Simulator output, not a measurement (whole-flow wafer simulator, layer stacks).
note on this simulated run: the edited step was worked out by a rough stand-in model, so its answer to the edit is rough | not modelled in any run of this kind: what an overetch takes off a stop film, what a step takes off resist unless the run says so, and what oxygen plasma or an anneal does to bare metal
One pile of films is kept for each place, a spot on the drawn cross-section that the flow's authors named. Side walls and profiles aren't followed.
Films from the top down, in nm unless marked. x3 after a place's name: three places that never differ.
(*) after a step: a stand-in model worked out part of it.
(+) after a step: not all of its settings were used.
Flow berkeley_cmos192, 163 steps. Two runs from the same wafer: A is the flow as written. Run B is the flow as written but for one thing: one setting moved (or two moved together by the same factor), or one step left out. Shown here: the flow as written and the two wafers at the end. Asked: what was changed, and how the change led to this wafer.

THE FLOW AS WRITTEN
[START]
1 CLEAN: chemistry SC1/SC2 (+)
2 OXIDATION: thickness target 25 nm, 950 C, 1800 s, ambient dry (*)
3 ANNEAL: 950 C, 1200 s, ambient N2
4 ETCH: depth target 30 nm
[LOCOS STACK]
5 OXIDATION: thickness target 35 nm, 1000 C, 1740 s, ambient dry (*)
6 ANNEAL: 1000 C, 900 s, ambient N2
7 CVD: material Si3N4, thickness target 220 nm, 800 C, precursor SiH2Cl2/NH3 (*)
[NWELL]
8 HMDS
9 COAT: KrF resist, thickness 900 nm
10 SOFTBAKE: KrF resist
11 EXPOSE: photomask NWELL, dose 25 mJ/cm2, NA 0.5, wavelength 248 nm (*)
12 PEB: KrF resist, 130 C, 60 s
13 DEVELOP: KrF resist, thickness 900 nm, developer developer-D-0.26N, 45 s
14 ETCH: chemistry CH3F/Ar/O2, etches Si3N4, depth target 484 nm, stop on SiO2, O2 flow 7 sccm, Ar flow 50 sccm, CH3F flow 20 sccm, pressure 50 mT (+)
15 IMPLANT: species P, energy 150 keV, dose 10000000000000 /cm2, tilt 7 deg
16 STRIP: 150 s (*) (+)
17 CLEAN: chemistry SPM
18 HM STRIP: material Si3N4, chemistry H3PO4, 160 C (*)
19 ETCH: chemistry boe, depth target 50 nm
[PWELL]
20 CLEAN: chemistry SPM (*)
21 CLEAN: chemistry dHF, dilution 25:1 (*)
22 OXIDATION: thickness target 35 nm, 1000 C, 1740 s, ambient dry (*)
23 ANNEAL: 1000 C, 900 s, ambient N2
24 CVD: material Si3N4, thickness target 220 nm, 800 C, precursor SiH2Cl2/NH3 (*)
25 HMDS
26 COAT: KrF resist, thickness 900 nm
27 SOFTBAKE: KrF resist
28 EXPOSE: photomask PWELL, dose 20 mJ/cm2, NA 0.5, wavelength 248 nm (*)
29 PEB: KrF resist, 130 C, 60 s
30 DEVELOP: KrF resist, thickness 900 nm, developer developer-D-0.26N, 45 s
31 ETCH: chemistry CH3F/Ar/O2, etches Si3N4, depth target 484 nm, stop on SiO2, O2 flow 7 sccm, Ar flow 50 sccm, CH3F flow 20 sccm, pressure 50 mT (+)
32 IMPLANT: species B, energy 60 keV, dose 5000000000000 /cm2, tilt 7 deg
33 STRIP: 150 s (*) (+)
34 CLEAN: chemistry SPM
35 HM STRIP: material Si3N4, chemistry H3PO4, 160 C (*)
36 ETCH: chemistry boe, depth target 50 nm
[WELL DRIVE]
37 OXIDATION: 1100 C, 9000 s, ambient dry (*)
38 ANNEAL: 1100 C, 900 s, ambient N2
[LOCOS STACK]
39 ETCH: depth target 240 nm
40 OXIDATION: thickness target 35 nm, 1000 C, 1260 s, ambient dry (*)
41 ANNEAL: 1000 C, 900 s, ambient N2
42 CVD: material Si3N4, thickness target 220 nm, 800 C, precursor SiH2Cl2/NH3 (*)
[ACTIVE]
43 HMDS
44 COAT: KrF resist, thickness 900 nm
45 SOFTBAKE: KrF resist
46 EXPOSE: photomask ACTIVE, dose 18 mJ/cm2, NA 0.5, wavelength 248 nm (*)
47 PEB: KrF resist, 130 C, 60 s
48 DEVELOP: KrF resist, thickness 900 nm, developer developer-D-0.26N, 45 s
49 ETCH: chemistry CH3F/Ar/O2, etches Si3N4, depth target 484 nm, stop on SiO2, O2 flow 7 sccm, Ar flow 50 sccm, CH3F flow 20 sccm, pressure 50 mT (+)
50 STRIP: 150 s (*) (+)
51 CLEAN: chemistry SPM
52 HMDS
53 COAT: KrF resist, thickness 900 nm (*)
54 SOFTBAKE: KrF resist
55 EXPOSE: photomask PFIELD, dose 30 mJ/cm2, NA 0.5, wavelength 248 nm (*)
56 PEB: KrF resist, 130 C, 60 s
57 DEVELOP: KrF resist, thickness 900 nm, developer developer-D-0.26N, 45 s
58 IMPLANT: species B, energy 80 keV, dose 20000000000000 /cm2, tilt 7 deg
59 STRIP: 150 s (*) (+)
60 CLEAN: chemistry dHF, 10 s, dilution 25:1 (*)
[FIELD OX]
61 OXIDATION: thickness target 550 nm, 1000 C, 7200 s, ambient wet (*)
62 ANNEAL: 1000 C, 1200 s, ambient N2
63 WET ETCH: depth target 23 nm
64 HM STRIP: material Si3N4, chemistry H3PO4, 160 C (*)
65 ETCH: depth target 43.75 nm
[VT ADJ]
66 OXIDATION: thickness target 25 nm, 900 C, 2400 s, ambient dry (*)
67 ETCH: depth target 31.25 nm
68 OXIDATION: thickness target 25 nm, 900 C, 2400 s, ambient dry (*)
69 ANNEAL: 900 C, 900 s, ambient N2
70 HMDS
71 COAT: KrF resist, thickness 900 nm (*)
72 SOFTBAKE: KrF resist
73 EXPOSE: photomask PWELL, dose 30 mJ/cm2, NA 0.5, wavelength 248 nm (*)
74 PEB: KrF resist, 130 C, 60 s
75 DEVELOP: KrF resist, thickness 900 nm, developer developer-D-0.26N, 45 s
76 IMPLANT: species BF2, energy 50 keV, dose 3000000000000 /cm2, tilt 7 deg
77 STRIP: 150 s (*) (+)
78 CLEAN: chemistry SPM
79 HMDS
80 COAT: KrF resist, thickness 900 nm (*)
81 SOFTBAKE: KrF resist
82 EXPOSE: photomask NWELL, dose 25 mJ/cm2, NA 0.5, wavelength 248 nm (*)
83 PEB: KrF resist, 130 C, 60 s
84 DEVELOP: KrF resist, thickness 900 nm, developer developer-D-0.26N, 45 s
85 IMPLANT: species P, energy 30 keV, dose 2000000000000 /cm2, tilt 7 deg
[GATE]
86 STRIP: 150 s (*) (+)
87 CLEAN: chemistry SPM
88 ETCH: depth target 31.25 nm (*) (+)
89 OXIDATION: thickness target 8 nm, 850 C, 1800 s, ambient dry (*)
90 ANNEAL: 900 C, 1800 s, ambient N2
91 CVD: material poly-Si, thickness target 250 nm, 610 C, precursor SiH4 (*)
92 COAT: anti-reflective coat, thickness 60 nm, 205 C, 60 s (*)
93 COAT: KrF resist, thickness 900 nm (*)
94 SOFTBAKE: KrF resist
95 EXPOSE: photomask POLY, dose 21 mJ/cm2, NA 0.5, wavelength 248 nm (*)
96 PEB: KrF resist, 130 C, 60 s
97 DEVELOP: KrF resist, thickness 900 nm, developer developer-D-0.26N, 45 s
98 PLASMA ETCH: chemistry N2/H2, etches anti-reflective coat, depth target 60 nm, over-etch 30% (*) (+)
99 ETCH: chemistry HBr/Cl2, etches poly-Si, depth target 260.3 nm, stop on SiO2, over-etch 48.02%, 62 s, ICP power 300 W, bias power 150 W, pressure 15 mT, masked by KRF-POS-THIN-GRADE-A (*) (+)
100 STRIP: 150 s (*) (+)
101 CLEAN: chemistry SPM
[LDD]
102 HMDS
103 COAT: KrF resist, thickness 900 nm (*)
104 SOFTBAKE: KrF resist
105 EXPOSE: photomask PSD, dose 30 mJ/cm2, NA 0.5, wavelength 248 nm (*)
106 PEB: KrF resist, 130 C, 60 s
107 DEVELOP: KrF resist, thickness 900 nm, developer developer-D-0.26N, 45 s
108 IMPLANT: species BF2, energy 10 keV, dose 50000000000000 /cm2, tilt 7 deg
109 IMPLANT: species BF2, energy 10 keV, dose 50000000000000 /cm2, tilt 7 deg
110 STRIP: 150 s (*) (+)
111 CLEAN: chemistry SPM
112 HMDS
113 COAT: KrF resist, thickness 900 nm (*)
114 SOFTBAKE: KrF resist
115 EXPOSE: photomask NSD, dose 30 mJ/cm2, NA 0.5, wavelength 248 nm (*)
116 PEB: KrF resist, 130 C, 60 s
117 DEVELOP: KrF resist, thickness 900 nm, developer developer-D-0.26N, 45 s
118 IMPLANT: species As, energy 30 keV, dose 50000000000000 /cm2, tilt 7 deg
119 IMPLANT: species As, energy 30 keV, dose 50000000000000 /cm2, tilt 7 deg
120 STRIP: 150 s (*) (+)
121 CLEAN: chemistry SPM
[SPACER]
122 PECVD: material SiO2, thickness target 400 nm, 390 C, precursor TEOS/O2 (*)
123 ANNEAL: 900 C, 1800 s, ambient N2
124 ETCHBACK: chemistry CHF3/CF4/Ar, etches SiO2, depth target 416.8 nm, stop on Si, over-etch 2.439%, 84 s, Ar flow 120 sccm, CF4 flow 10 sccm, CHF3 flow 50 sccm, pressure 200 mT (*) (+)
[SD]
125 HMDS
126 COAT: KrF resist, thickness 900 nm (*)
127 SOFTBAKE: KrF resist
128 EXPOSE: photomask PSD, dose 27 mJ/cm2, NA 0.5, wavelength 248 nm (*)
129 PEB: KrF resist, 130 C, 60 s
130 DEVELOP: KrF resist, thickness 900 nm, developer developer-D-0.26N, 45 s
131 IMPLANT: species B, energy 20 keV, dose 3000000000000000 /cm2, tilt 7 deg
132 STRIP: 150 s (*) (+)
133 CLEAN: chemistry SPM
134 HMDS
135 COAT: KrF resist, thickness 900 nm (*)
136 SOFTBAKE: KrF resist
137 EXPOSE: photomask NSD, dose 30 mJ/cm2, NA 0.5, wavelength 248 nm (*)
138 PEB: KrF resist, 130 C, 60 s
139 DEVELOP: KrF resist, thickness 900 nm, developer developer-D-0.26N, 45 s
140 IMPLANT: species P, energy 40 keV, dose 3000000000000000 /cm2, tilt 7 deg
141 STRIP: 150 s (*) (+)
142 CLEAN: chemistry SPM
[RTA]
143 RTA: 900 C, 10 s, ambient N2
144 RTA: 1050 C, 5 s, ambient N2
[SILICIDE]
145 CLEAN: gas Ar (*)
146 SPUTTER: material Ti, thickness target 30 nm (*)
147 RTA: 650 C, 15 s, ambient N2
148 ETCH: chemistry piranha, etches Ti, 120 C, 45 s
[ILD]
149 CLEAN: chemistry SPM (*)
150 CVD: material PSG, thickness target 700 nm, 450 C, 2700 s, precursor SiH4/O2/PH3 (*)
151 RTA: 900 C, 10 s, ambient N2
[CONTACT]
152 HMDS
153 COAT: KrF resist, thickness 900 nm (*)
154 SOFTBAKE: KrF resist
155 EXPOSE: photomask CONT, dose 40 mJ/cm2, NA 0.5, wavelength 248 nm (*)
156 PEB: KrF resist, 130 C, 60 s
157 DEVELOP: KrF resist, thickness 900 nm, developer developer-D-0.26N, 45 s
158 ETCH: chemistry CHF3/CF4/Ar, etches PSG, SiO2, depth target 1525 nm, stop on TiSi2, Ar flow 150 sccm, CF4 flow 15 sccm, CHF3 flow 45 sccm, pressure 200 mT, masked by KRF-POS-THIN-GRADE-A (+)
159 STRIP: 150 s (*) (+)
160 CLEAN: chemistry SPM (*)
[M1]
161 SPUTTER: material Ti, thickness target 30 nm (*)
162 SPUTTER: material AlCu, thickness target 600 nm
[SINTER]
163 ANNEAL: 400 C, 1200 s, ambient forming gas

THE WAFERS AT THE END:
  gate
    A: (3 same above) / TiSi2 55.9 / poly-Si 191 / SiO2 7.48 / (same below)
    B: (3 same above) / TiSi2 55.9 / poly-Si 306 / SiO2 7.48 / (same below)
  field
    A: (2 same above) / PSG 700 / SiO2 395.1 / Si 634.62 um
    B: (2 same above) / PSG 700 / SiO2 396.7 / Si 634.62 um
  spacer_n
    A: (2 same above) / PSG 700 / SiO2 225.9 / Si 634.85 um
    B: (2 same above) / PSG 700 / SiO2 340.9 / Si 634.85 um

The cause: step 91, CVD: thickness target 365 nm was run, where the flow has thickness target 250 nm.

How the change led to this, step by step:
  91 CVD: material poly-Si, thickness target 250 nm, 610 C, precursor SiH4 (*)
      field, sd_n, spacer_n and 6 more: A poly-Si +250 (new film) | B poly-Si +365 (new film)
  92 COAT: anti-reflective coat, thickness 60 nm, 205 C, 60 s (*)
      field: A anti-reflective coat +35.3 (new film) | B anti-reflective coat +36.8 (new film)
      sd_n: A anti-reflective coat +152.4 (new film) | B anti-reflective coat +157.4 (new film)
      (and at 1 more place)
  98 PLASMA ETCH: chemistry N2/H2, etches anti-reflective coat, depth target 60 nm, over-etch 30% (*) (+)
      field: A anti-reflective coat -35.3 (all of it), poly-Si -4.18 | B anti-reflective coat -36.8 (all of it), poly-Si -4.3
      sd_n: A anti-reflective coat -152.4 (all of it), poly-Si -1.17 | B anti-reflective coat -157.4 (all of it), poly-Si -1.21
      (and at 1 more place)
  99 ETCH: chemistry HBr/Cl2, etches poly-Si, depth target 260.3 nm, stop on SiO2, over-etch 48.02%, 62 s, ICP power 300 W, bias power 150 W, pressure 15 mT, masked by KRF-POS-THIN-GRADE-A (*) (+)
      spacer_n, spacer_p: A poly-Si -245.8 (all of it), SiO2 -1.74 | B poly-Si -360.6 (all of it), SiO2 -0.12
      field: A poly-Si -245.8 (all of it), SiO2 -1.74 | B poly-Si -360.7 (all of it), SiO2 -0.12
      (and at 4 more places)
  103 COAT: KrF resist, thickness 900 nm (*)
      gate: A KrF resist +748 (new film) | B KrF resist +651.7 (new film)
      gate_p: A KrF resist +744.1 (new film) | B KrF resist +647.8 (new film)
  107 DEVELOP: KrF resist, thickness 900 nm, developer developer-D-0.26N, 45 s
      gate_p: A KrF resist -742.9 (all of it) | B KrF resist -646.8 (all of it)
  110 STRIP: 150 s (*) (+)
      gate: A KrF resist -732.7 (all of it), chemical SiO2 +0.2, poly-Si -0.09 | B KrF resist -636.5 (all of it), chemical SiO2 +0.2, poly-Si -0.09
  113 COAT: KrF resist, thickness 900 nm (*)
      gate: A KrF resist +747.9 (new film) | B KrF resist +651.6 (new film)
      gate_p: A KrF resist +743.9 (new film) | B KrF resist +647.7 (new film)
  117 DEVELOP: KrF resist, thickness 900 nm, developer developer-D-0.26N, 45 s
      gate: A KrF resist -746.8 (all of it) | B KrF resist -650.6 (all of it)
  120 STRIP: 150 s (*) (+)
      gate_p: A KrF resist -728.6 (all of it), chemical SiO2 +0.12, poly-Si -0.05 | B KrF resist -632.5 (all of it), chemical SiO2 +0.12, poly-Si -0.05
  124 ETCHBACK: chemistry CHF3/CF4/Ar, etches SiO2, depth target 416.8 nm, stop on Si, over-etch 2.439%, 84 s, Ar flow 120 sccm, CF4 flow 10 sccm, CHF3 flow 50 sccm, pressure 200 mT (*) (+)
      spacer_n: A SiO2 -160 | B SiO2 -45.4
      spacer_p: A SiO2 -159.9 | B SiO2 -45.3
  126 COAT: KrF resist, thickness 900 nm (*)
      spacer_n: A KrF resist +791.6 (new film) | B KrF resist +707.9 (new film)
      gate: A KrF resist +771.5 (new film) | B KrF resist +689.9 (new film)
      (and at 2 more places)
  130 DEVELOP: KrF resist, thickness 900 nm, developer developer-D-0.26N, 45 s
      spacer_p: A KrF resist -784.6 (all of it) | B KrF resist -701.3 (all of it)
      gate_p: A KrF resist -764.3 (all of it) | B KrF resist -683.1 (all of it)
  132 STRIP: 150 s (*) (+)
      spacer_n: A KrF resist -776.1 (all of it) | B KrF resist -692.6 (all of it)
      gate: A chemical SiO2 +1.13 (new film), KrF resist -756.1 (all of it), poly-Si -0.5 | B chemical SiO2 +1.13 (new film), KrF resist -674.6 (all of it), poly-Si -0.5
  135 COAT: KrF resist, thickness 900 nm (*)
      spacer_n: A KrF resist +791.1 (new film) | B KrF resist +708.2 (new film)
      gate: A KrF resist +770.3 (new film) | B KrF resist +689.5 (new film)
      (and at 2 more places)
  139 DEVELOP: KrF resist, thickness 900 nm, developer developer-D-0.26N, 45 s
      spacer_n: A KrF resist -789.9 (all of it) | B KrF resist -707.1 (all of it)
      gate: A KrF resist -769.1 (all of it) | B KrF resist -688.4 (all of it)
  ... 2 more steps ...
  159 STRIP: 150 s (*) (+)
      field: A KrF resist -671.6 (all of it) | B KrF resist -685.6 (all of it)
      spacer_n: A KrF resist -620.3 (all of it) | B KrF resist -559.8 (all of it)
      (and at 4 more places)
